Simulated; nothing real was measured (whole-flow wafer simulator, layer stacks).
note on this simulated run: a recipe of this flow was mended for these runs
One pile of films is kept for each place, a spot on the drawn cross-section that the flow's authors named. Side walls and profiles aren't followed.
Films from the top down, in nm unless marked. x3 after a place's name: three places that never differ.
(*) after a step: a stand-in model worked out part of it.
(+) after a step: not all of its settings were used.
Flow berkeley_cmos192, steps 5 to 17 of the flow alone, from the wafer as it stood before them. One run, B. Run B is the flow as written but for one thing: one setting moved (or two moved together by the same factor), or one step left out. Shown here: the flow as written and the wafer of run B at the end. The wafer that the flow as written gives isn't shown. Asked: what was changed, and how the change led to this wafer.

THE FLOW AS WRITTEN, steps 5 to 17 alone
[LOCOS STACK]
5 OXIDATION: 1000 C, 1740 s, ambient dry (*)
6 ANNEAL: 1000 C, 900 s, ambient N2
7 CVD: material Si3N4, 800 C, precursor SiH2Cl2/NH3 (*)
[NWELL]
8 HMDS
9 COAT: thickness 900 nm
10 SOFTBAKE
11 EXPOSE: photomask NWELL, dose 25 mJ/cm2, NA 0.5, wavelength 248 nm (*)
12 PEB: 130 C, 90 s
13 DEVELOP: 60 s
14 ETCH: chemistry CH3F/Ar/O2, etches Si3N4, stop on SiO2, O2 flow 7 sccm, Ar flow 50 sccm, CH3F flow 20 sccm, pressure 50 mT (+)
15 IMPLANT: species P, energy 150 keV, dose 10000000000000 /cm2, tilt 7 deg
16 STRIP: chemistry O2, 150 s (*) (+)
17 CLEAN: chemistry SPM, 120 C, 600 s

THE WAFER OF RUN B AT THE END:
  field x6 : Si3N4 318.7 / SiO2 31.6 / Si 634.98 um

The cause: step 7, CVD: 832 C was run, where the flow has 800 C.

How the change led to this, step by step:
  7 CVD: material Si3N4, 800 C, precursor SiH2Cl2/NH3 (*)
      field x6, sd_p x3: Si3N4 +318.7 (new film) (as written it would be: Si3N4 +220 (new film))
  14 ETCH: chemistry CH3F/Ar/O2, etches Si3N4, stop on SiO2, O2 flow 7 sccm, Ar flow 50 sccm, CH3F flow 20 sccm, pressure 50 mT (+)
      field x6: KrF-resist -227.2 (as written it would be: KrF-resist -161.3)
      sd_p x3: Si3N4 -318.7 (all of it), SiO2 -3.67 (as written it would be: Si3N4 -220 (all of it), SiO2 -3.67)
  16 STRIP: chemistry O2, 150 s (*) (+)
      field x6: KrF-resist -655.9 (all of it) (as written it would be: KrF-resist -721.7 (all of it))
